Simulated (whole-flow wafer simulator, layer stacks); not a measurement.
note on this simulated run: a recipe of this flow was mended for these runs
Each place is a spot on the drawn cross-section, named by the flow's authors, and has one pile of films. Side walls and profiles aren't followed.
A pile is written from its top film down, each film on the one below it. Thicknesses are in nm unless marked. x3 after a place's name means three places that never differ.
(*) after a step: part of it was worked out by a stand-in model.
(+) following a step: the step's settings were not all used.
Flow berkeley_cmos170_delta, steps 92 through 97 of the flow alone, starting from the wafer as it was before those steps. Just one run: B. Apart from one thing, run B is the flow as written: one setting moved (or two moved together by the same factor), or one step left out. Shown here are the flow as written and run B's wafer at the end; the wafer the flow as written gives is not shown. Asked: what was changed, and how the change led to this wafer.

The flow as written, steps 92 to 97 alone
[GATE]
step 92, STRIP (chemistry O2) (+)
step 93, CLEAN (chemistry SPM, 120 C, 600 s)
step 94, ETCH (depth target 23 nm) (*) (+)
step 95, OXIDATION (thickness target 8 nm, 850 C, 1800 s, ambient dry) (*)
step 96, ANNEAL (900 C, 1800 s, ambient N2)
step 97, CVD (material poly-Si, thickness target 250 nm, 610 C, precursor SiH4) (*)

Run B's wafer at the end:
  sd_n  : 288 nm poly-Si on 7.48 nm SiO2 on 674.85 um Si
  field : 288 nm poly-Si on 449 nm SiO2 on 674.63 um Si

The reason: step 97, CVD: thickness target 288 nm was run, though the flow has thickness target 250 nm.
The wafer lets one read it off: sd_n has poly-Si 288, and step 97 as written asks for 250 nm.

How this came from the change, step by step:
  step 97, CVD (material poly-Si, thickness target 250 nm, 610 C, precursor SiH4) (*)
      field, sd_n, spacer_n, gate, sd_p, spacer_p x2, contact, m1: +288 poly-Si (new film) (it would be, as written: +250 poly-Si (new film))
